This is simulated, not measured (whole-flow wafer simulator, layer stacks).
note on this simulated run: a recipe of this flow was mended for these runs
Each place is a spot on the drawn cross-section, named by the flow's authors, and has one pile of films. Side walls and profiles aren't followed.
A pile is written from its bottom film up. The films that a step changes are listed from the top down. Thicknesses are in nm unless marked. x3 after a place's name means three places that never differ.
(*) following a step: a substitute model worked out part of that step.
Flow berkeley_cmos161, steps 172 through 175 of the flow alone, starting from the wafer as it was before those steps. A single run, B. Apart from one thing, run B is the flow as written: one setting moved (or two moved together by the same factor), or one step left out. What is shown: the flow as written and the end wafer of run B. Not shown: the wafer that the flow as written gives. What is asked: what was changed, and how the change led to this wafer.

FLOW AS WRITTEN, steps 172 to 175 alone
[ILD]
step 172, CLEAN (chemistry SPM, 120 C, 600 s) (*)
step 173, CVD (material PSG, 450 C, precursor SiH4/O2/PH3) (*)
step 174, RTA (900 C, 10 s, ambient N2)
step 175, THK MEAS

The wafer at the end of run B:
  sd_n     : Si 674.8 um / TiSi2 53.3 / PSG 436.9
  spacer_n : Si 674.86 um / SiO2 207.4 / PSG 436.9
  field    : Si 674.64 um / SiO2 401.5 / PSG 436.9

Cause: step 173, CVD: 417 C was run, while the flow as written has 450 C.

How this came from the change, step by step:
  step 173, CVD (material PSG, 450 C, precursor SiH4/O2/PH3) (*)
      field, sd_n, spacer_n, gate_n, spacer_p, gate_p, contact x2: PSG gains 436.9 (new film) (it would be, as written: PSG gains 550 (new film))
      sd_p: PSG gains 416.1 (new film) (it would be, as written: PSG gains 522.4 (new film))
